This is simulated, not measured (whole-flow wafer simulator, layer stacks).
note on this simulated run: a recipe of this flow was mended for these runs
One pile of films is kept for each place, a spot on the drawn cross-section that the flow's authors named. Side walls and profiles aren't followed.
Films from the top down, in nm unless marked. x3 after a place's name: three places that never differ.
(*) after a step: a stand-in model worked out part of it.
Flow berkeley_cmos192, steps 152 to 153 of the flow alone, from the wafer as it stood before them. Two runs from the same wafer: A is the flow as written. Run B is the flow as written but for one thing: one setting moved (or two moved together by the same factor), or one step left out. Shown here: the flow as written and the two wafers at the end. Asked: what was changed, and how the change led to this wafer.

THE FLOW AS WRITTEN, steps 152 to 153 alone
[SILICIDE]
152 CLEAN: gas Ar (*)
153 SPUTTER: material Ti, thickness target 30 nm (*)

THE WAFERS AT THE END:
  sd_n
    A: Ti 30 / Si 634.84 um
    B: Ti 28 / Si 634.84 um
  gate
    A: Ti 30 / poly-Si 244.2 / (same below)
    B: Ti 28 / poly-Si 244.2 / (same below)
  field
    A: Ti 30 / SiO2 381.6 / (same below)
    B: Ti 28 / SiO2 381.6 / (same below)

The cause: step 153, SPUTTER: thickness target 28 nm was run, where the flow has thickness target 30 nm.
It can be read off the wafer: sd_n has Ti 28, and step 153 as written asks for 30 nm.

How the change led to this, step by step:
  153 SPUTTER: material Ti, thickness target 30 nm (*)
      field, sd_n, spacer_n, gate, spacer_p, gate_p, contact x2: A Ti +30 (new film) | B Ti +28 (new film)
      sd_p: A Ti +28.2 (new film) | B Ti +26.3 (new film)
